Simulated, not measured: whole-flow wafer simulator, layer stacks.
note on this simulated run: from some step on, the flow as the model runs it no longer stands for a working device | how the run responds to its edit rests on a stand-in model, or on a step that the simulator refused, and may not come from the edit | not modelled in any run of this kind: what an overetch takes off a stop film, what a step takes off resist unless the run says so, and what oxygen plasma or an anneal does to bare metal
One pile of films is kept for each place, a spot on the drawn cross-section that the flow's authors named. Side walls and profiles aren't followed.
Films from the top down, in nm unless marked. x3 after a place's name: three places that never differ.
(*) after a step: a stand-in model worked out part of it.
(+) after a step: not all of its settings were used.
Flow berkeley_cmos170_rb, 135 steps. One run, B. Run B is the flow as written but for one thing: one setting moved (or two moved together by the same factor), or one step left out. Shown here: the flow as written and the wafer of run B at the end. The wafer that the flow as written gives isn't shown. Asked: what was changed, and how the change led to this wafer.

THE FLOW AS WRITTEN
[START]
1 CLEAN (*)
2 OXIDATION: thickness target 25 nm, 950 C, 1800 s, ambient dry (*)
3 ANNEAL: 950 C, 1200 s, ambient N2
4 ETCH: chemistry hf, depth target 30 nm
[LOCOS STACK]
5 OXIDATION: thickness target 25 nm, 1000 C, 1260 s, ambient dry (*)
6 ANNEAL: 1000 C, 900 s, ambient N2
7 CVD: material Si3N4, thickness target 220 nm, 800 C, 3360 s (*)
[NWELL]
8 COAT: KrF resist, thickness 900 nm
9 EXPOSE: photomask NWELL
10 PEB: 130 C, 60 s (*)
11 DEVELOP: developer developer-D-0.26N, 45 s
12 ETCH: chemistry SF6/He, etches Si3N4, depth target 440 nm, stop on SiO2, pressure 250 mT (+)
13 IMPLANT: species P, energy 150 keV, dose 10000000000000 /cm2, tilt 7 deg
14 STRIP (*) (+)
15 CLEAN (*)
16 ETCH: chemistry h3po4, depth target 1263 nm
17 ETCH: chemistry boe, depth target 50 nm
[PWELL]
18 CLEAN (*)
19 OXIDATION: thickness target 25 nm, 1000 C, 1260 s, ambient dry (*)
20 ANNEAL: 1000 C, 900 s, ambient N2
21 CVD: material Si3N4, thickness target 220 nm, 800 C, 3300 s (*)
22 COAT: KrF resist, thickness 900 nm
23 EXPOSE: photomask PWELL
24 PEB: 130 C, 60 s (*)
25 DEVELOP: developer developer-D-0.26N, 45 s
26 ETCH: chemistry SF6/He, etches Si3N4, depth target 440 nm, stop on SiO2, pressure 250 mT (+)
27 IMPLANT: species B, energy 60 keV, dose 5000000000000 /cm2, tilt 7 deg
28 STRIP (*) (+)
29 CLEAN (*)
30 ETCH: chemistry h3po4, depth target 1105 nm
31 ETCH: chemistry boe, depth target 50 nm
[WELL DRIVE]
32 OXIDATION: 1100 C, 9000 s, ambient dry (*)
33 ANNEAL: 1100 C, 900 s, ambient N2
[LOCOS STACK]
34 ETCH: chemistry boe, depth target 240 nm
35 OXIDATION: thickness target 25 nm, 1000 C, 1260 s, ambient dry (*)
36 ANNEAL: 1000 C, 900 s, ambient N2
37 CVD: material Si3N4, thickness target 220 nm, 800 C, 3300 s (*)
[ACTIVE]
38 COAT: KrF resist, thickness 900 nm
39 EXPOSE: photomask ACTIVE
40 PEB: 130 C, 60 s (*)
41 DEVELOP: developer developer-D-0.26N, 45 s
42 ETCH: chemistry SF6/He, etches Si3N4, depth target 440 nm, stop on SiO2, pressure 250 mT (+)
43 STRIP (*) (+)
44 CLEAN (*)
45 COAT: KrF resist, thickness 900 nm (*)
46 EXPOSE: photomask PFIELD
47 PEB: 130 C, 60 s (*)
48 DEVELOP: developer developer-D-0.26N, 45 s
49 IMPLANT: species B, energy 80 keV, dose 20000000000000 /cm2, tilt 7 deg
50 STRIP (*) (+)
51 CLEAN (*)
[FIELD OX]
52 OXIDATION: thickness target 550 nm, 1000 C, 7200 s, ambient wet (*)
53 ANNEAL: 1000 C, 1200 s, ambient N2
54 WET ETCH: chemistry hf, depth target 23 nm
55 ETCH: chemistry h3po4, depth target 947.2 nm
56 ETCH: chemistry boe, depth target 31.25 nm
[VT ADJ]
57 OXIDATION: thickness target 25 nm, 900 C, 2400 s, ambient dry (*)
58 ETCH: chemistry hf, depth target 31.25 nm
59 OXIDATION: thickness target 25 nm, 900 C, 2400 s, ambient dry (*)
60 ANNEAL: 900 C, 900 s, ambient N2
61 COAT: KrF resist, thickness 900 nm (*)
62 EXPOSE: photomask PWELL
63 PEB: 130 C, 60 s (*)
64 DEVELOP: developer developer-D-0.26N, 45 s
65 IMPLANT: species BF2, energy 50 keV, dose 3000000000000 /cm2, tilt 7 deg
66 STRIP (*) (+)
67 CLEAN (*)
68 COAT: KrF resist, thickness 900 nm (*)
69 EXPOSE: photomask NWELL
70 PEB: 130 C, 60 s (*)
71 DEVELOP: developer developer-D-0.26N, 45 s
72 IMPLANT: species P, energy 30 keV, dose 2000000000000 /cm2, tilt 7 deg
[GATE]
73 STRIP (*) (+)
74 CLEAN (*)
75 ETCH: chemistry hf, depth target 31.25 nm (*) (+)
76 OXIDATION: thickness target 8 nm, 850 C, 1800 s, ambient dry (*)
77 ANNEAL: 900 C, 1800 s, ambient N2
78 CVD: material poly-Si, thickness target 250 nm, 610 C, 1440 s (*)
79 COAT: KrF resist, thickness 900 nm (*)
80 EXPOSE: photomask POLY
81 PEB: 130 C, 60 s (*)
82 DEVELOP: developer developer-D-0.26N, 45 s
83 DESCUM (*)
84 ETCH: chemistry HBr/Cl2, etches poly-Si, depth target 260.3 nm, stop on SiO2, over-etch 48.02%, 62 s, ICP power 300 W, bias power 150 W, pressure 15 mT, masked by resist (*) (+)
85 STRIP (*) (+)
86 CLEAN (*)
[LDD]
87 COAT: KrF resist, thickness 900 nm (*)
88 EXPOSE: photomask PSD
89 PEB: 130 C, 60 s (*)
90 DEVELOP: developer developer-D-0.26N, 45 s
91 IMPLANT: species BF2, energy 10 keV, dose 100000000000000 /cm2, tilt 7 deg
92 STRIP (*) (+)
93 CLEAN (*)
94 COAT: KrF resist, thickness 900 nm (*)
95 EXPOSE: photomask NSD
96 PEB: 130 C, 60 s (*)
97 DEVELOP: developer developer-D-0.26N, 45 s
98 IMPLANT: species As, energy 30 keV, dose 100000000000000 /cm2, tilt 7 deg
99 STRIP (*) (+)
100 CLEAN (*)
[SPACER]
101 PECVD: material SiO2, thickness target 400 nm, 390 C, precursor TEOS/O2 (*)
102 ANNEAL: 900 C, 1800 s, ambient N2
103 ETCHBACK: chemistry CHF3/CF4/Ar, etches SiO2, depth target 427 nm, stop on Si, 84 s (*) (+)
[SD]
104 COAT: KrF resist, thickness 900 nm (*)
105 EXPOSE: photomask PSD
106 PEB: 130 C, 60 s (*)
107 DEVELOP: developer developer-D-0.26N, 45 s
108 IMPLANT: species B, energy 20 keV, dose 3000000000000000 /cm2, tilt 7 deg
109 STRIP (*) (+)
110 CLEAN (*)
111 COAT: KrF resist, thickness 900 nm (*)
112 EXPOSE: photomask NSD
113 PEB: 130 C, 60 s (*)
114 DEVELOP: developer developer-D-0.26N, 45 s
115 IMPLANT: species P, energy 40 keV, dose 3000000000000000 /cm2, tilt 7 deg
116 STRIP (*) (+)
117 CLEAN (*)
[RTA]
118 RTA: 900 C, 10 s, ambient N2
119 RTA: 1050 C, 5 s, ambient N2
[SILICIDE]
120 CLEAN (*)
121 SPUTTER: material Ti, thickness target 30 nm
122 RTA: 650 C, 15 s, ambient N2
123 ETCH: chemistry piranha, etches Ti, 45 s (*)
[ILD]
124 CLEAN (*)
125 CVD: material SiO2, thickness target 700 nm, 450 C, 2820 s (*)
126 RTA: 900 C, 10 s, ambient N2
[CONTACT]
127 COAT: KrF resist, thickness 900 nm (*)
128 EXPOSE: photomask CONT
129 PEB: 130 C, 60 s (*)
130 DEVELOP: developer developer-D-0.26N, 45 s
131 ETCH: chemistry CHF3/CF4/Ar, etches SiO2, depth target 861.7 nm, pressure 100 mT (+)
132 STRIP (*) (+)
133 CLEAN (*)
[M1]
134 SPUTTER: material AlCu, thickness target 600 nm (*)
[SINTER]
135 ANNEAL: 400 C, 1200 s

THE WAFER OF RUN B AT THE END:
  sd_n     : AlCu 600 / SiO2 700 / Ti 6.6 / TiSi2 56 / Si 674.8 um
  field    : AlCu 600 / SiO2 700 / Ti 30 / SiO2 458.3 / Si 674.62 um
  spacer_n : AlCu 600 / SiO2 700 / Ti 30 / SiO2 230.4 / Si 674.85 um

The cause: step 123, ETCH: chemistry piranha, etches Ti, 45 s (*), was left out.

How the change led to this, step by step:
  125 CVD: material SiO2, thickness target 700 nm, 450 C, 2820 s (*)
      field, spacer_n, spacer_p: SiO2 +700 (new film) (as written it would be: SiO2 +700)
  131 ETCH: chemistry CHF3/CF4/Ar, etches SiO2, depth target 861.7 nm, pressure 100 mT (+)
      contact: SiO2 -700 (all of it) (as written it would be: SiO2 -700 (all of it), TiSi2 -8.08)
  132 STRIP (*) (+)
      gate: KrF resist -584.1 (all of it) (as written it would be: KrF resist -568.8 (all of it))
      sd_p: KrF resist -827.4 (all of it) (as written it would be: KrF resist -810.2 (all of it))
      (and at 1 more place)
  134 SPUTTER: material AlCu, thickness target 600 nm (*)
      sd_p: AlCu +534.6 (new film) (as written it would be: AlCu +545.9 (new film))
Counting metal films that touch as one body, sd_n has 2 bodies (between them, from the top down: SiO2 700); the flow as written gives 1 body.
Counting metal films that touch as one body, field has 2 bodies (between them, from the top down: SiO2 700); the flow as written gives 1 body.
Counting metal films that touch as one body, spacer_n has 2 bodies (between them, from the top down: SiO2 700); the flow as written gives 1 body.
